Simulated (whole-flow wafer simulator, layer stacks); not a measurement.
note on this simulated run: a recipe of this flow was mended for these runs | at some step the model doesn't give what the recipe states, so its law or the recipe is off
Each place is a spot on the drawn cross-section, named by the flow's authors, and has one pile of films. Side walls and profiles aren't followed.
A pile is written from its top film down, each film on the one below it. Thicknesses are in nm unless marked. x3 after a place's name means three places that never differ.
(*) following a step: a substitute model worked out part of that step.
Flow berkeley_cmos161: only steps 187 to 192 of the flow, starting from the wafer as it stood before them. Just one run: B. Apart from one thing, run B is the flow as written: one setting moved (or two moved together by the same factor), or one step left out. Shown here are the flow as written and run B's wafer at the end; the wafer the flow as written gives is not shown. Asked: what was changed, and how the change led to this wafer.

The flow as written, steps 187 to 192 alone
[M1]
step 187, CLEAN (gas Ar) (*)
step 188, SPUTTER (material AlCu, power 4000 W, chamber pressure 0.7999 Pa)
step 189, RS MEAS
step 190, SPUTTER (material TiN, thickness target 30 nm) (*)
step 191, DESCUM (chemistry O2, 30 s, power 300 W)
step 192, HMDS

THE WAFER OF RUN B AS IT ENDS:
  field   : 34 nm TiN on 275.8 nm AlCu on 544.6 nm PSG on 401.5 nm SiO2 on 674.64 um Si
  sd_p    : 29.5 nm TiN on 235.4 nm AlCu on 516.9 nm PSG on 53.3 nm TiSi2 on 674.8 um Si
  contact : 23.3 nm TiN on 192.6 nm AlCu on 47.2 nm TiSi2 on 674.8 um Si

The reason: step 190, SPUTTER: thickness target 34 nm was run, though the flow has thickness target 30 nm.
The wafer itself shows it: field has TiN 34, and step 190 as written asks for 30 nm.

Step by step, how the change led to this:
  step 190, SPUTTER (material TiN, thickness target 30 nm) (*)
      field, sd_n, spacer_n, gate_n, spacer_p, gate_p, m1: TiN gains 34 (new film) (as written it would have been: TiN gains 30 (new film))
      sd_p: TiN gains 29.5 (new film) (as written it would have been: TiN gains 26.1 (new film))
      (and at 1 other place as well)
